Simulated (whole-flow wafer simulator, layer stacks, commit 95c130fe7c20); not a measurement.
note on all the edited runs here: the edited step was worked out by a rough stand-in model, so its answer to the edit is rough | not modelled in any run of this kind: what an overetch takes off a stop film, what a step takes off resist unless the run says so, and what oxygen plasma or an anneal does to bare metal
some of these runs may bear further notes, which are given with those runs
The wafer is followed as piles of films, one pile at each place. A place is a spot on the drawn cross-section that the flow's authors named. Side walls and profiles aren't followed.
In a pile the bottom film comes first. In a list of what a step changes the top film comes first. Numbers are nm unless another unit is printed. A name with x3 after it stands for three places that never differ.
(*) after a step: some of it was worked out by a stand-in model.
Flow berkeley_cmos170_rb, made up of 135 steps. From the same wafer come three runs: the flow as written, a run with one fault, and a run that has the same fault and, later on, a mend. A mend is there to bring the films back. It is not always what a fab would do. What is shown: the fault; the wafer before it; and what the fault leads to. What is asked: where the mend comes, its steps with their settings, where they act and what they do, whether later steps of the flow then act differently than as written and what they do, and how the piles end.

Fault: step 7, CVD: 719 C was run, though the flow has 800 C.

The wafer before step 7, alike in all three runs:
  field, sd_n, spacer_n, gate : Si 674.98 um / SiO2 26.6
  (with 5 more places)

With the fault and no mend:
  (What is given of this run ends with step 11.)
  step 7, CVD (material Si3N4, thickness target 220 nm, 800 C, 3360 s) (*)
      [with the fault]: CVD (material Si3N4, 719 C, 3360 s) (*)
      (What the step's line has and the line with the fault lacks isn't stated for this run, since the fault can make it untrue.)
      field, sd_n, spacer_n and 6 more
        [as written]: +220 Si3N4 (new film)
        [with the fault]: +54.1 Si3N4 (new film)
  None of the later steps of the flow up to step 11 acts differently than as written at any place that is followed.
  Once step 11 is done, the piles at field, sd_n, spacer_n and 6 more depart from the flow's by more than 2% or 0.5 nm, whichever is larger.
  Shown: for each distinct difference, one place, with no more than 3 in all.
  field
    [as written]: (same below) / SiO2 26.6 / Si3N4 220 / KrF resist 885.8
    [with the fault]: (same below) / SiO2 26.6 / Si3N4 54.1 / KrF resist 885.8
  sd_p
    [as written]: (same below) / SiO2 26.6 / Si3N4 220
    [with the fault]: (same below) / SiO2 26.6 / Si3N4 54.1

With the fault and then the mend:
  The mend follows step 7.
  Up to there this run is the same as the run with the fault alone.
  step 7a, CVD (material Si3N4, thickness target 165.9 nm, 800 C, 2534 s) (*) (a further turn of the flow's step 7, with different settings)
      field, sd_n, spacer_n and 6 more
        +165.9 Si3N4
  None of the later steps of the flow acts differently than as written at any place that is followed.
  By the end, the piles equal the flow's at every place that both follow.
